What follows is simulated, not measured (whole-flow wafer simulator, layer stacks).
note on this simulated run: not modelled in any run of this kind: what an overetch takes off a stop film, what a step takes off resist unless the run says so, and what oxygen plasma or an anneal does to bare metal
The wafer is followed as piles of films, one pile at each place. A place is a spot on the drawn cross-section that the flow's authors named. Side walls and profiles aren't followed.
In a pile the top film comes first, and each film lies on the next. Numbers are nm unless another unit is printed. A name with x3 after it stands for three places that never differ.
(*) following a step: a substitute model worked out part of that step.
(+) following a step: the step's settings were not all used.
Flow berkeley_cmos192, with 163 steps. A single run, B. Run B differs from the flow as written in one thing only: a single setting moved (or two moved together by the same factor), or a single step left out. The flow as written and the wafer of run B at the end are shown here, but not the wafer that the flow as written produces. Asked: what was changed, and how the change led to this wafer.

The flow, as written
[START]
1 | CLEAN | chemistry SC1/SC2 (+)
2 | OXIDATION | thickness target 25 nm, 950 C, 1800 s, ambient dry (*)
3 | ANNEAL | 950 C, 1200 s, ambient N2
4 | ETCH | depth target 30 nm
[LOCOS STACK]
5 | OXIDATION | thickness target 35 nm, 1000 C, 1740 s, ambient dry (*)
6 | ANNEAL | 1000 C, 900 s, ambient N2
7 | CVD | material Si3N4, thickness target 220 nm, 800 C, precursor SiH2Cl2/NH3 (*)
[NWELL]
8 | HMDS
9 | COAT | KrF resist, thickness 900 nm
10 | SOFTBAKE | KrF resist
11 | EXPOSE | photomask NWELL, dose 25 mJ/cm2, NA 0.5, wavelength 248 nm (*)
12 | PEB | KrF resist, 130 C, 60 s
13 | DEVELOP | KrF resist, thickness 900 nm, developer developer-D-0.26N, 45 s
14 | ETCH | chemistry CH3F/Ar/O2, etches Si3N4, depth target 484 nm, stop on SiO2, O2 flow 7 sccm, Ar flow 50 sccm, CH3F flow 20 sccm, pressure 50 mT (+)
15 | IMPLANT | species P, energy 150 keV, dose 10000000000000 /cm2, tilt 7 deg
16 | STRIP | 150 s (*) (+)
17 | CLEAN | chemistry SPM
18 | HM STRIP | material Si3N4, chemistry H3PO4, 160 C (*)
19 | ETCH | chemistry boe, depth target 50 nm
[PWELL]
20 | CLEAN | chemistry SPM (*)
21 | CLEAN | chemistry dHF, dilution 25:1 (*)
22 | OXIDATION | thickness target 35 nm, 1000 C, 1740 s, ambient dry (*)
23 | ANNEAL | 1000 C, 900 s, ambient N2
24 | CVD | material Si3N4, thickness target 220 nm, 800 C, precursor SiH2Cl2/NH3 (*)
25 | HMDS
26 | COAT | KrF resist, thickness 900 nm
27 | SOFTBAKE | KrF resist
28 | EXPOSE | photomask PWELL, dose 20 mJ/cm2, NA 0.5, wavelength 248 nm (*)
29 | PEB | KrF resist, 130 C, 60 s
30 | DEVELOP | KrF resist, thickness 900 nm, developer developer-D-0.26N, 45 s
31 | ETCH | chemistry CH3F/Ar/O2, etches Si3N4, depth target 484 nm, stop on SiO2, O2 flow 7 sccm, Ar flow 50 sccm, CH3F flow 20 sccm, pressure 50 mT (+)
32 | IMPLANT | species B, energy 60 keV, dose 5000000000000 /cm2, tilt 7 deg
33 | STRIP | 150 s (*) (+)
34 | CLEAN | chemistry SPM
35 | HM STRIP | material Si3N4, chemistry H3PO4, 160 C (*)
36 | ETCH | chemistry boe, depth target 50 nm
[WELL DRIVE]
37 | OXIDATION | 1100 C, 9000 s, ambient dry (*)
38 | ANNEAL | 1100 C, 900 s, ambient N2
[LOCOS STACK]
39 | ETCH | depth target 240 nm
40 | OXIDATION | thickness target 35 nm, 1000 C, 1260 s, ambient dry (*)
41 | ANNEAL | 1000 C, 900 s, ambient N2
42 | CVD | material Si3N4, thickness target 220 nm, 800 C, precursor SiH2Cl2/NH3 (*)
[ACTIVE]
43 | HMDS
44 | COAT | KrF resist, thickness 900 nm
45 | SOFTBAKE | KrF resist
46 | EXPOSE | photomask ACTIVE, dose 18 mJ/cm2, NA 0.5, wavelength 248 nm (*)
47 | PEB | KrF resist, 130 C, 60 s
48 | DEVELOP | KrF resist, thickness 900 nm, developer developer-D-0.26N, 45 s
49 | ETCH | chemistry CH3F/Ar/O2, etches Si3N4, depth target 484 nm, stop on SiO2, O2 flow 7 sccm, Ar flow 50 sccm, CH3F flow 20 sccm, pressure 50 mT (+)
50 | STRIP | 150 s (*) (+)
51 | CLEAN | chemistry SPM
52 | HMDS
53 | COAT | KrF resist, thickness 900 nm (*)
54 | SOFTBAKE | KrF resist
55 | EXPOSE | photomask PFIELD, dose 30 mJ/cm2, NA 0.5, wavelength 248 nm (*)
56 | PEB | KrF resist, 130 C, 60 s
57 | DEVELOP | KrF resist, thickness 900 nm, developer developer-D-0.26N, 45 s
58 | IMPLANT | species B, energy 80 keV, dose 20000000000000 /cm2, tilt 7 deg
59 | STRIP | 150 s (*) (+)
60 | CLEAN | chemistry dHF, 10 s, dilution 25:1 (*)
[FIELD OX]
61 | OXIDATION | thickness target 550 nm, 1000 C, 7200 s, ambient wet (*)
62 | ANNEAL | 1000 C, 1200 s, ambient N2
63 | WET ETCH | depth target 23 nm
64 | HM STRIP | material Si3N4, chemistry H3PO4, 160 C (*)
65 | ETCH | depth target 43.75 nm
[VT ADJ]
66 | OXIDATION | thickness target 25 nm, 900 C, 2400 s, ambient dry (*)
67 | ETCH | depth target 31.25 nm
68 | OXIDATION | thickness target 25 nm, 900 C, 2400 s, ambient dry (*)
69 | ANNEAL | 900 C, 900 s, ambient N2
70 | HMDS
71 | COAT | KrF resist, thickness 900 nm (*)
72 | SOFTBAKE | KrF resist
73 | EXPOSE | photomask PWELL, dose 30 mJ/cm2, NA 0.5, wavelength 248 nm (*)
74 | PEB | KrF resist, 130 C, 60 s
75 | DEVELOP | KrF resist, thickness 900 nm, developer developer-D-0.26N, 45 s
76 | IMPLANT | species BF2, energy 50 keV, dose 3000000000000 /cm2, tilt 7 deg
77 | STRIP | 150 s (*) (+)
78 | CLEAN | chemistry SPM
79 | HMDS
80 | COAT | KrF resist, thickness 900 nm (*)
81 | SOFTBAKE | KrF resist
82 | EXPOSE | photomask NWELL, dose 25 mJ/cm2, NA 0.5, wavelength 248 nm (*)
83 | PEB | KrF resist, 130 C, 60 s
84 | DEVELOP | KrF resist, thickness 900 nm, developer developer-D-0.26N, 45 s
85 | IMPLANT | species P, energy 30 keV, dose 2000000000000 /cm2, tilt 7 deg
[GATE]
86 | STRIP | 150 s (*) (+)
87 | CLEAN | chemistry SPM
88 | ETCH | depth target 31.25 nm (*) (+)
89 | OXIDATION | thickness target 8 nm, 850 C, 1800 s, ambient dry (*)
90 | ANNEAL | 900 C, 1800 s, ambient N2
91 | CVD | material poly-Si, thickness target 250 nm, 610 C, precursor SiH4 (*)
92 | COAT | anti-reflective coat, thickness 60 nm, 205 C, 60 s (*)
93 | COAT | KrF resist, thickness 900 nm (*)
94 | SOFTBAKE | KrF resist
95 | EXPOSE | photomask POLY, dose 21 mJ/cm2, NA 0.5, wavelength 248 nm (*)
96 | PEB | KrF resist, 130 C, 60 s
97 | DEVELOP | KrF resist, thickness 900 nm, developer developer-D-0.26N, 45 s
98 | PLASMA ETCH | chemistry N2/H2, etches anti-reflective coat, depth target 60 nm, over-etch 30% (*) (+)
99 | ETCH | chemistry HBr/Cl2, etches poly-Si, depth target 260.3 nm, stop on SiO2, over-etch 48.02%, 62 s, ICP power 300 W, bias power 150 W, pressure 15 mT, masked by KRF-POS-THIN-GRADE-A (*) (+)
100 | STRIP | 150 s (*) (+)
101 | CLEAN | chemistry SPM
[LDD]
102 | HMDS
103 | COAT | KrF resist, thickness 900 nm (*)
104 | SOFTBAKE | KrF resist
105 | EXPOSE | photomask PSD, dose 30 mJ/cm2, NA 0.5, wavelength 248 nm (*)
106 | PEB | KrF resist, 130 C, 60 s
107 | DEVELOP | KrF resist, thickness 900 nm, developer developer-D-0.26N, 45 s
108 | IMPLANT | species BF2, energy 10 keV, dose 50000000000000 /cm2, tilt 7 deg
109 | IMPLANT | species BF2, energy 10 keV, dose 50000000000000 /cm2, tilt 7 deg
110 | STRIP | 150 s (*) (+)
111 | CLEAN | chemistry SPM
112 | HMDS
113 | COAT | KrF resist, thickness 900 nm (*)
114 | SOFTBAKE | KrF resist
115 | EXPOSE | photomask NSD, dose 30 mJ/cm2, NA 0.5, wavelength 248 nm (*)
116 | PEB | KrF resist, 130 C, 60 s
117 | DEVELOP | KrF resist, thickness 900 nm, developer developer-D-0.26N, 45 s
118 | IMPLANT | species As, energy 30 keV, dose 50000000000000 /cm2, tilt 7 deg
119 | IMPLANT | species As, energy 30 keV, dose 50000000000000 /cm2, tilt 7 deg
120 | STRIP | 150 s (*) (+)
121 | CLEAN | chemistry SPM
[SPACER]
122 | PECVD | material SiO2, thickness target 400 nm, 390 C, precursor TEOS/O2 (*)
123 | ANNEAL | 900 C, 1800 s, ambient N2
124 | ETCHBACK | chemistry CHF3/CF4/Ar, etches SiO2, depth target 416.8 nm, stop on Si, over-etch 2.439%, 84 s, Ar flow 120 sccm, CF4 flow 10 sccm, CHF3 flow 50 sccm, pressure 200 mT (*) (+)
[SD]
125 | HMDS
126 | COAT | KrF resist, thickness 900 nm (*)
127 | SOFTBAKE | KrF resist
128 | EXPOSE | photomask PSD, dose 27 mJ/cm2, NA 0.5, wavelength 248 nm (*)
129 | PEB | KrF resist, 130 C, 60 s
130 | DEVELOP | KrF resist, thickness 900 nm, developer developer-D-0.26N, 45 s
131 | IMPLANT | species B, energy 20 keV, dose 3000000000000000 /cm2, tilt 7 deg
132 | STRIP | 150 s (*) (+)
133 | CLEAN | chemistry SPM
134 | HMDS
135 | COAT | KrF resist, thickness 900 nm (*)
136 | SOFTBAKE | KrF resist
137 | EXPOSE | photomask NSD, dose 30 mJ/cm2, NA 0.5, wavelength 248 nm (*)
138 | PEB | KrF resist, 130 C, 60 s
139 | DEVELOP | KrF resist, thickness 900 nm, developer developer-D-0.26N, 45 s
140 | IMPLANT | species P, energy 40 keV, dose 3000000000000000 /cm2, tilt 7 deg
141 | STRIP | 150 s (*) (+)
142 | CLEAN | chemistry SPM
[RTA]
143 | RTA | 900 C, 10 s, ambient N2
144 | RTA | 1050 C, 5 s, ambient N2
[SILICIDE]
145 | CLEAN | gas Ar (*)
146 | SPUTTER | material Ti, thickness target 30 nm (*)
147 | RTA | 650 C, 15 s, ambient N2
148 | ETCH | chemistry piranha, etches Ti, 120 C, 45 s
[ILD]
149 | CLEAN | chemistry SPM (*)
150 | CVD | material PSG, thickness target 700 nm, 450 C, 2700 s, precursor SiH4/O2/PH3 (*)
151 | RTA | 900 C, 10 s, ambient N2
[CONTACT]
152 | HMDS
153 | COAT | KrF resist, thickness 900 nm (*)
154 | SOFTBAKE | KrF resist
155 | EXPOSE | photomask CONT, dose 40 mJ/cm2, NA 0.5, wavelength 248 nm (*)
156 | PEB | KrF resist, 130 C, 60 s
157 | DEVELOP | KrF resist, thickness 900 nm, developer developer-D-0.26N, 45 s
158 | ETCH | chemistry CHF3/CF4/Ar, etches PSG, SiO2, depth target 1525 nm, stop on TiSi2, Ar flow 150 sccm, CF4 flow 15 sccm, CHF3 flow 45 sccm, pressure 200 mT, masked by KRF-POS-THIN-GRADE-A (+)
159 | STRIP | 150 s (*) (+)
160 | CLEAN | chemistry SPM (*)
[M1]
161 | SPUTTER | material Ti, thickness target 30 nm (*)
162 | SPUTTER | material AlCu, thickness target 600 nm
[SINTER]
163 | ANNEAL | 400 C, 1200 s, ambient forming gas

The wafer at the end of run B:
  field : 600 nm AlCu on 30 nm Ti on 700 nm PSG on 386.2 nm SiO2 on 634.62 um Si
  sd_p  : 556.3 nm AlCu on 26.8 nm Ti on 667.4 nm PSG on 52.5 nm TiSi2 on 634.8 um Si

Cause: step 63, WET ETCH: depth target 32 nm was run, whereas the flow has depth target 23 nm.

The path from the change to this, step by step:
  63 | WET ETCH | depth target 23 nm
      field: -32 SiO2 (in the flow as written it would be: -23 SiO2)
  92 | COAT | anti-reflective coat, thickness 60 nm, 205 C, 60 s (*)
      sd_n: +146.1 anti-reflective coat (new film) (in the flow as written it would be: +152.4 anti-reflective coat (new film))
      spacer_n: +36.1 anti-reflective coat (new film) (in the flow as written it would be: +33.8 anti-reflective coat (new film))
      (and at 4 other places as well)
  98 | PLASMA ETCH | chemistry N2/H2, etches anti-reflective coat, depth target 60 nm, over-etch 30% (*) (+)
      sd_n: -146.1 anti-reflective coat (all of it), -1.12 poly-Si (in the flow as written it would be: -152.4 anti-reflective coat (all of it), -1.17 poly-Si)
      spacer_n: -36.1 anti-reflective coat (all of it), -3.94 poly-Si (in the flow as written it would be: -33.8 anti-reflective coat (all of it), -4.21 poly-Si)
      (and at 2 other places as well)
  100 | STRIP | 150 s (*) (+)
      gate: +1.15 chemical SiO2 (new film), -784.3 KrF resist (all of it), -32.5 anti-reflective coat (all of it), -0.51 poly-Si (in the flow as written it would be: +1.15 chemical SiO2 (new film), -791.8 KrF resist (all of it), -30 anti-reflective coat (all of it), -0.51 poly-Si)
      gate_p: +1.15 chemical SiO2 (new film), -760 KrF resist (all of it), -32.8 anti-reflective coat (all of it), -0.51 poly-Si (in the flow as written it would be: +1.15 chemical SiO2 (new film), -765.1 KrF resist (all of it), -31 anti-reflective coat (all of it), -0.51 poly-Si)
